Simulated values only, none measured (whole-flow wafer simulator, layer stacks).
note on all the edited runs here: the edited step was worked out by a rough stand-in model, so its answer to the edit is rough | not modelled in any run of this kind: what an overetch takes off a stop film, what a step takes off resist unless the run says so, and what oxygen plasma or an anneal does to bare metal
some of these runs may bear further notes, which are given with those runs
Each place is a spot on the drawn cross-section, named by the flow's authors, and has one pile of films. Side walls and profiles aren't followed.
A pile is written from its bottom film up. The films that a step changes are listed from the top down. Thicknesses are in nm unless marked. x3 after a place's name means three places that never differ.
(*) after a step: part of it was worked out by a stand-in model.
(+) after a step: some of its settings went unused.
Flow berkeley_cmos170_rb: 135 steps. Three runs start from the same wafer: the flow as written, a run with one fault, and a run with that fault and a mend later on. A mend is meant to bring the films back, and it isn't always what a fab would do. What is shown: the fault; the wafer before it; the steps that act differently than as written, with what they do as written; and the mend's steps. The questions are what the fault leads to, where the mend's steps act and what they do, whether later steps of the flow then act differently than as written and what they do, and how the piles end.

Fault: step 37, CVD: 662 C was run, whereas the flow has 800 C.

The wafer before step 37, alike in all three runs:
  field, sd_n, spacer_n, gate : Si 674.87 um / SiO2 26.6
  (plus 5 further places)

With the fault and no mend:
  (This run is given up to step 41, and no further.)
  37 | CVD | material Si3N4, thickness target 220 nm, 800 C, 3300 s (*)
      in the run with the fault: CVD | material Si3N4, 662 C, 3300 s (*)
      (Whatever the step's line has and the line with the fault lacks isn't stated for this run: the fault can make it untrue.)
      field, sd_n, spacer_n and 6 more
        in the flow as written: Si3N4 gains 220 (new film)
        in the run with the fault: Si3N4 gains 14.9 (new film)
  Every later step of the flow up to step 41 that is run acts as written at every place that is followed.
  Once step 41 is done, the piles at field, sd_n, spacer_n and 6 more depart from the flow's by more than 2% or 0.5 nm, whichever is larger.
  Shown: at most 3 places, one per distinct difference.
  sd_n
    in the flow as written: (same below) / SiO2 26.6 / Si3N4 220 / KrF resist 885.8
    in the run with the fault: (same below) / SiO2 26.6 / Si3N4 14.9 / KrF resist 885.8
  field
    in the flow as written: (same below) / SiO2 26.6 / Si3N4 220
    in the run with the fault: (same below) / SiO2 26.6 / Si3N4 14.9

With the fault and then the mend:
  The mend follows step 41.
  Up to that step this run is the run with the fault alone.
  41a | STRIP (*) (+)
      sd_n, spacer_n, gate, sd_p, spacer_p, gate_p, contact, m1
        KrF resist loses 885.8 (all of it)
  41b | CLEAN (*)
      alters no film at any place that is followed
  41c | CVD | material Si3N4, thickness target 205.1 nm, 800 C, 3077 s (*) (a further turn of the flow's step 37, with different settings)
      field, sd_n, spacer_n and 6 more
        Si3N4 gains 205.1
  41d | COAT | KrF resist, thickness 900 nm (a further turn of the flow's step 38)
      field, sd_n, spacer_n and 6 more
        KrF resist gains 900 (new film)
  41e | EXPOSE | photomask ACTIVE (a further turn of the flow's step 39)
      alters no film at any place that is followed
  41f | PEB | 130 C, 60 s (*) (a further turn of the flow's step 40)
      alters no film at any place that is followed
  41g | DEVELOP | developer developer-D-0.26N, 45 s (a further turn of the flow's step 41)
      sd_n, spacer_n, gate, sd_p, spacer_p, gate_p, contact, m1
        KrF resist loses 14.2
      field
        KrF resist loses 900 (all of it)
  Every later step of the flow that is run acts as written at every place that is followed.
  By the end, the piles equal the flow's at every place that both follow.
